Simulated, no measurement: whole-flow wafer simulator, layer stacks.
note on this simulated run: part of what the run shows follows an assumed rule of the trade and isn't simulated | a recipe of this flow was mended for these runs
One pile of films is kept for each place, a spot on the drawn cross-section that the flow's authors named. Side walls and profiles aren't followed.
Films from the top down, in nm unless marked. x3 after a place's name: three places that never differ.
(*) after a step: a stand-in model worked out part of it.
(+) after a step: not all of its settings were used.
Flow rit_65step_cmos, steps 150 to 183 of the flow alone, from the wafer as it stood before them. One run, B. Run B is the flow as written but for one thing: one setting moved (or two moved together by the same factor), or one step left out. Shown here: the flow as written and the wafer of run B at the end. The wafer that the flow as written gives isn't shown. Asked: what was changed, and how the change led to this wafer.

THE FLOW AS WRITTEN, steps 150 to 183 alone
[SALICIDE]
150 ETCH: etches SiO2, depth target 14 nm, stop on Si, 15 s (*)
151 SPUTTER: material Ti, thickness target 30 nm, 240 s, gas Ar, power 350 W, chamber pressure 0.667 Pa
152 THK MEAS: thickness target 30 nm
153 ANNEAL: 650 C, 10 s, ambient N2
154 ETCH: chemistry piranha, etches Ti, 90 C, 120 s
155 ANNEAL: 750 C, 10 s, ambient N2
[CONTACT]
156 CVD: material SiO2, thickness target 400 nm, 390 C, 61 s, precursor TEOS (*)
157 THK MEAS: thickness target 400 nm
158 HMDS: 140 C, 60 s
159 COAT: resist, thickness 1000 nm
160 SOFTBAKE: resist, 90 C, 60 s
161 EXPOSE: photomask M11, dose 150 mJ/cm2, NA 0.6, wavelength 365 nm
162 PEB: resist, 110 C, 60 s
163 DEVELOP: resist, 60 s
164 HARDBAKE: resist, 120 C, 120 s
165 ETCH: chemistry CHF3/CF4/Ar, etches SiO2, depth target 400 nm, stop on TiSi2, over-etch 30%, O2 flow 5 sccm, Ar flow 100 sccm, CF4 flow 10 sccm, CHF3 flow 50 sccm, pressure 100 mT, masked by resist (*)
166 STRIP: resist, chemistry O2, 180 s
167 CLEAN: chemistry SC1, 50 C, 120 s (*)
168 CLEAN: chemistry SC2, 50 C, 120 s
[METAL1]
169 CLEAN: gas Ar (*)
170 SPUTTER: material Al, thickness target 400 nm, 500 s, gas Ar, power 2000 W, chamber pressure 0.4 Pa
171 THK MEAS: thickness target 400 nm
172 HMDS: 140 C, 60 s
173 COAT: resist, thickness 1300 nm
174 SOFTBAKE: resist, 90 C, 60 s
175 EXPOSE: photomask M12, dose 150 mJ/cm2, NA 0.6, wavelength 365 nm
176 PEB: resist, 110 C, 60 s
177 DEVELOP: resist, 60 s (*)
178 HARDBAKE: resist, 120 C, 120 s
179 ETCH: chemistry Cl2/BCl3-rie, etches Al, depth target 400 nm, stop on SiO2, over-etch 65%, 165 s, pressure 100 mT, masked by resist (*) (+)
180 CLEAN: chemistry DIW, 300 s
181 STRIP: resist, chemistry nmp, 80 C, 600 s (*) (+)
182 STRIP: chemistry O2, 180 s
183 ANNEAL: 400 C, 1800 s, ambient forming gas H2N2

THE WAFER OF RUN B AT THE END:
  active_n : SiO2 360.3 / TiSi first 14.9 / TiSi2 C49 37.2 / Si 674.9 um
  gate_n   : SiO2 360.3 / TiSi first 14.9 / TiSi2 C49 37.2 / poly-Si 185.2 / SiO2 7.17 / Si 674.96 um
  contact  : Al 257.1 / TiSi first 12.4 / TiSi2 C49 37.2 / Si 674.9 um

The cause: step 155, ANNEAL: 750 C, 10 s, ambient N2, was left out.

How the change led to this, step by step:
  165 ETCH: chemistry CHF3/CF4/Ar, etches SiO2, depth target 400 nm, stop on TiSi2, over-etch 30%, O2 flow 5 sccm, Ar flow 100 sccm, CF4 flow 10 sccm, CHF3 flow 50 sccm, pressure 100 mT, masked by resist (*)
      contact: SiO2 -400 (all of it) (as written it would be: SiO2 -400 (all of it), TiSi2 -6)
  169 CLEAN: gas Ar (*)
      contact: TiSi first -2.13 (as written it would be: TiSi2 -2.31)
